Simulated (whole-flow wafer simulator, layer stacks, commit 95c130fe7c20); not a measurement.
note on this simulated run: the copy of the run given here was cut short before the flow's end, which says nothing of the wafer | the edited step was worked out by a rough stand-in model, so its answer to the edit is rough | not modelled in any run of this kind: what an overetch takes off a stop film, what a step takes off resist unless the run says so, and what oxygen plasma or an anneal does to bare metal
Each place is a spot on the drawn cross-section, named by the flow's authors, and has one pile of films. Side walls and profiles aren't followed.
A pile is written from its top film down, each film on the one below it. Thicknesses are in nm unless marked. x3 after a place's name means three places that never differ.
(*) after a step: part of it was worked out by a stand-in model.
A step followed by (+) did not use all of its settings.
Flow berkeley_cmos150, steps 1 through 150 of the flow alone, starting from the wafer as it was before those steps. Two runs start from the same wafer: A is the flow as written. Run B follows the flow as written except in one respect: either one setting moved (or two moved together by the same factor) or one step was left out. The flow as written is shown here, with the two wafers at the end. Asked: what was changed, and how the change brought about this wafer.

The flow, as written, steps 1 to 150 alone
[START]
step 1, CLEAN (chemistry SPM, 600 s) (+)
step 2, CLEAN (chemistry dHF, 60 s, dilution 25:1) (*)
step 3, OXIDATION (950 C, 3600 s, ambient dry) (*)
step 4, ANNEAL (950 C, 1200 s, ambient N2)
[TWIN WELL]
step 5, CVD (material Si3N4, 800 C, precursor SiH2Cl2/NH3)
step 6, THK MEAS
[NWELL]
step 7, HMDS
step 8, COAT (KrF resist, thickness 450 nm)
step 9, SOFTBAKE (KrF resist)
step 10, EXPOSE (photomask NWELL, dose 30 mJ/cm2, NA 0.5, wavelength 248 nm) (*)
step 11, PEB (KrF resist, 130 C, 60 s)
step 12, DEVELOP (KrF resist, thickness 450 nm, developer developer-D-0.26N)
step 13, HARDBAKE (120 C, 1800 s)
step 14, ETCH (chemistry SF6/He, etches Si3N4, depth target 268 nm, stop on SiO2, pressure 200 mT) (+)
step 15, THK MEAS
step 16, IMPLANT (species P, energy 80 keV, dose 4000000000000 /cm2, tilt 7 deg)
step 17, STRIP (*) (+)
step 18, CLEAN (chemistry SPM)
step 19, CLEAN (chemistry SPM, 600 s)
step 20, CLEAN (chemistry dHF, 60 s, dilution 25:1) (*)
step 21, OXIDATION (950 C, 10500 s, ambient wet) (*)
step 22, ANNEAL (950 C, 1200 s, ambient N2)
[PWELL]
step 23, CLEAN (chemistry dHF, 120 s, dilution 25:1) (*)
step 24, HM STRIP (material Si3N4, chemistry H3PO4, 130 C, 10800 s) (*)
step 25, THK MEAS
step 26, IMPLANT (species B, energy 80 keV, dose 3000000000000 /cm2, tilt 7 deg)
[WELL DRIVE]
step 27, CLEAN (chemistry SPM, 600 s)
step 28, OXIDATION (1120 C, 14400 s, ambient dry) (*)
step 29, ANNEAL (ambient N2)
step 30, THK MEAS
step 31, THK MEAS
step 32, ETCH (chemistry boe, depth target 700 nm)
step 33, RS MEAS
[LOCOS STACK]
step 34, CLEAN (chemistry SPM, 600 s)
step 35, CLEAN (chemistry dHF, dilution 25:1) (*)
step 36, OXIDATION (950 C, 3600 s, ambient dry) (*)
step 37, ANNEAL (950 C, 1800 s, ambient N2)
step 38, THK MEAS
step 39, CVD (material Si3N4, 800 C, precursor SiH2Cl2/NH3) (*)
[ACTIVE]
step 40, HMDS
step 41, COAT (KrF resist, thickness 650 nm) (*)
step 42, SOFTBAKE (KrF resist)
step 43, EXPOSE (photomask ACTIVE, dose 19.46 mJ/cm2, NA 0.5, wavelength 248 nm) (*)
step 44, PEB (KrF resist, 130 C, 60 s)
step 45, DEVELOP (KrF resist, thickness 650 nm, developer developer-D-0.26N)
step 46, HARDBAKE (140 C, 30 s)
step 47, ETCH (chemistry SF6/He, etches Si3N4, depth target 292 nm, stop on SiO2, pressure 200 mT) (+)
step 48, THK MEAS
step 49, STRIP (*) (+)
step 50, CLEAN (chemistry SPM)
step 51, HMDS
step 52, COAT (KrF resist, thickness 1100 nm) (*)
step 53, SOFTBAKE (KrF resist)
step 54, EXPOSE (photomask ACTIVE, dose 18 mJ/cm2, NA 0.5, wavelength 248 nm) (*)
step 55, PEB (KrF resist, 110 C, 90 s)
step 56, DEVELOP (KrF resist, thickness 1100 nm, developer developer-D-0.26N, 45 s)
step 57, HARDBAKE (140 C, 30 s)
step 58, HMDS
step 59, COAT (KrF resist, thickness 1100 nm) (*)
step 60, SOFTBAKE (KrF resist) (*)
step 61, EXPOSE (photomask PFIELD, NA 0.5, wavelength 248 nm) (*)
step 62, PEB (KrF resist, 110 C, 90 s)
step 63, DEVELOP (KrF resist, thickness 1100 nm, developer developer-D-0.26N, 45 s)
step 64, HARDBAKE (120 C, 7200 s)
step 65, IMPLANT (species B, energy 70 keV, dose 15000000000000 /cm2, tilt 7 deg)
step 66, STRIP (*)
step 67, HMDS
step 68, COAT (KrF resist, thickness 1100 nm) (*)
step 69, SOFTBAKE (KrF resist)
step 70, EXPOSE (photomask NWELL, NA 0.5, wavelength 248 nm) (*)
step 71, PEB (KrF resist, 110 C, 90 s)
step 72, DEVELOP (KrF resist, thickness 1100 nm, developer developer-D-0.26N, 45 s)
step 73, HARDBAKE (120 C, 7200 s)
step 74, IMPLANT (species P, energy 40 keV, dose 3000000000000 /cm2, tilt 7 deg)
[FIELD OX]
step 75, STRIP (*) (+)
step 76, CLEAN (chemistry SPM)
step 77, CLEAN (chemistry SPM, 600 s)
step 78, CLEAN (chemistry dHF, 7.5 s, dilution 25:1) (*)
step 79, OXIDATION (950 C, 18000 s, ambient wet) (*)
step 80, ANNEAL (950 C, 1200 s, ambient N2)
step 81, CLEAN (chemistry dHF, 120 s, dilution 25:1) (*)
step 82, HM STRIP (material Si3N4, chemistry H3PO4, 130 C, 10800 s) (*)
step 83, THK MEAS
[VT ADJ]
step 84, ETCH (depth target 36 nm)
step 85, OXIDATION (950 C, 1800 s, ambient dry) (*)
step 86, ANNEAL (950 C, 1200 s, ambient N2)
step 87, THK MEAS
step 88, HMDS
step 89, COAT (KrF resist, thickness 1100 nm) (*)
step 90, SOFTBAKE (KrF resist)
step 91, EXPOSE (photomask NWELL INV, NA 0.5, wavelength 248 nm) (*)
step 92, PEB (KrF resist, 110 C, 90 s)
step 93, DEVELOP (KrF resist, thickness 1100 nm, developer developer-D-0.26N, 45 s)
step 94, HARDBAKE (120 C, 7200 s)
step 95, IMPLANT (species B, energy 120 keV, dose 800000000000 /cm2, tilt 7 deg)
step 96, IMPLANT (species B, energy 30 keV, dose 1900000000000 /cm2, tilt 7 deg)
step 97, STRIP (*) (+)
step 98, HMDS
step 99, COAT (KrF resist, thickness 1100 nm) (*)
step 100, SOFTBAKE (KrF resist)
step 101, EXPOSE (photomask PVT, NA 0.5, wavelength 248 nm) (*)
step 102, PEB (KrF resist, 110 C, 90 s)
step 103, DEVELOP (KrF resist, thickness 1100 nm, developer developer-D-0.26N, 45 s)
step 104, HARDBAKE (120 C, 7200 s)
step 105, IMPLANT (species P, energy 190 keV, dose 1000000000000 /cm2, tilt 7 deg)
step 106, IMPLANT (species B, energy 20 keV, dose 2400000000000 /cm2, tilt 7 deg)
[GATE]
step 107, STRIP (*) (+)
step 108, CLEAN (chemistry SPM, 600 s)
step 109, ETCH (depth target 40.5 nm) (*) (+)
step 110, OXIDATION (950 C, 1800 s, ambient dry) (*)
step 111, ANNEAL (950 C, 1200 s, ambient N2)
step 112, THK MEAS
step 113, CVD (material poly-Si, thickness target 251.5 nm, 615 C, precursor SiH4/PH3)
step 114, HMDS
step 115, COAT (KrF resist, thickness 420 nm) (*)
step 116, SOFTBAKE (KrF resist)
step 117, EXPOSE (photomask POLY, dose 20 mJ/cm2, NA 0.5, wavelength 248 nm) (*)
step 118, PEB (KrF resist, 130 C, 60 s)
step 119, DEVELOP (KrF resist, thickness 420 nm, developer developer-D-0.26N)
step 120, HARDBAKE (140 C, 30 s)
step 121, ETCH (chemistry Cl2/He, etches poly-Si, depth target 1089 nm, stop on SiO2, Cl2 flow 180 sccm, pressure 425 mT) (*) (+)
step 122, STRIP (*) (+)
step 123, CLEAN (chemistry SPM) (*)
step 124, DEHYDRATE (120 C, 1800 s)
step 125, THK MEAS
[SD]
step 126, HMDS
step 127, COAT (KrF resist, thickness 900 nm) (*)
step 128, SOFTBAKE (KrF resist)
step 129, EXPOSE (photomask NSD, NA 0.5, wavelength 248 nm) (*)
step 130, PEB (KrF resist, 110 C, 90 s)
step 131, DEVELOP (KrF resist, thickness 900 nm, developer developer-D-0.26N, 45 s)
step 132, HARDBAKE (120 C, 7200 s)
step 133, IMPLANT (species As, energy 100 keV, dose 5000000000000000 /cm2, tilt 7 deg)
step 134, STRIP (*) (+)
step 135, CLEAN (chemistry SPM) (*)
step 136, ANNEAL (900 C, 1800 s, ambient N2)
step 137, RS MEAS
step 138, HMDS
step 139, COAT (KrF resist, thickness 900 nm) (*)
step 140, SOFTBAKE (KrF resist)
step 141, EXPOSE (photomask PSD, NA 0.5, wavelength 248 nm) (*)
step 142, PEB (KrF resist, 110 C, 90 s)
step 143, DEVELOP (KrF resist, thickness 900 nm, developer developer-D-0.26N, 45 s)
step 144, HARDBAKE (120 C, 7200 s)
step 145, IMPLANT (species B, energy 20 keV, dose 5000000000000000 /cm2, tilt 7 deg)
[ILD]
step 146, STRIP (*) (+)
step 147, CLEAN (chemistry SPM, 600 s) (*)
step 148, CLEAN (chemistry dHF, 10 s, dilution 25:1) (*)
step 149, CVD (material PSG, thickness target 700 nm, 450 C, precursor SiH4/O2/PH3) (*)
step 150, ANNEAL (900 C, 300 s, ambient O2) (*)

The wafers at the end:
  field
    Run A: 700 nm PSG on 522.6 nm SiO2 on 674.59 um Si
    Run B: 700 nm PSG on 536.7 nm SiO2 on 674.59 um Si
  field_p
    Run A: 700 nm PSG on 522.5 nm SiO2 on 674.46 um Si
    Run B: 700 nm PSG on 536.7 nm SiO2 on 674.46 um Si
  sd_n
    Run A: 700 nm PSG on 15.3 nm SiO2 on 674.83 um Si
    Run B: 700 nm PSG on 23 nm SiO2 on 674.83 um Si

The reason: step 109, ETCH: depth target 26.3 nm was run, though the flow has depth target 40.5 nm.

Step by step, how the change led to this:
  step 109, ETCH (depth target 40.5 nm) (*) (+)
      sd_n: A SiO2 loses 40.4 (all of it) | B SiO2 loses 26.3
      field, field_p: A SiO2 loses 40.5 | B SiO2 loses 26.3
  step 110, OXIDATION (950 C, 1800 s, ambient dry) (*)
      sd_n: A SiO2 gains 20.4 (new film), Si loses 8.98 | B SiO2 gains 14, Si loses 6.16
  step 122, STRIP (*) (+)
      gate_n: A chemical SiO2 gains 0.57 (new film), KrF resist loses 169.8 (all of it), poly-Si loses 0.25 | B chemical SiO2 gains 0.57 (new film), KrF resist loses 175.4 (all of it), poly-Si loses 0.25
